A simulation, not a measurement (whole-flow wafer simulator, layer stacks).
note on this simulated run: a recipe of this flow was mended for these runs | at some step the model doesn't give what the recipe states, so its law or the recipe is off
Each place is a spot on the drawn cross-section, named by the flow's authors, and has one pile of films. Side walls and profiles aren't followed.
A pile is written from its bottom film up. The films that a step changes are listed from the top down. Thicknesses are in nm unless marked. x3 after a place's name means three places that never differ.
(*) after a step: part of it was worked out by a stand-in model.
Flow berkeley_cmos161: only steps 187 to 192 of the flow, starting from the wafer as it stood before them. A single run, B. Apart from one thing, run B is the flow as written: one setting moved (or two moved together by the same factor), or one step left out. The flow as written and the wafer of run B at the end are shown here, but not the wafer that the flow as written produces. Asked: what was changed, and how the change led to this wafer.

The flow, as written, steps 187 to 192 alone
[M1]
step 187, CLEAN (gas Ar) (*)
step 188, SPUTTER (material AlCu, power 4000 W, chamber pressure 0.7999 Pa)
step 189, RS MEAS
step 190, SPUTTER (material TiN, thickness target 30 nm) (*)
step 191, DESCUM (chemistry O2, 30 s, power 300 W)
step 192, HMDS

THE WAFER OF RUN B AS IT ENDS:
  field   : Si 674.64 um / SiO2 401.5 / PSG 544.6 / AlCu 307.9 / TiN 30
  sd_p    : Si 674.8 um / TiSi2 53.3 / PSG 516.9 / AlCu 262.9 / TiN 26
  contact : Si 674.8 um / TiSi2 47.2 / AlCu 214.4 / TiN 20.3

The reason: step 188, SPUTTER: power 4480 W was run, while the flow as written has power 4000 W.

Step by step, how the change led to this:
  step 188, SPUTTER (material AlCu, power 4000 W, chamber pressure 0.7999 Pa)
      field, sd_n, spacer_n, gate_n, spacer_p, gate_p, m1: AlCu gains 307.9 (new film) (in the flow as written it would be: AlCu gains 275.8 (new film))
      sd_p: AlCu gains 262.9 (new film) (in the flow as written it would be: AlCu gains 235.4 (new film))
      (as well as at 1 more place)
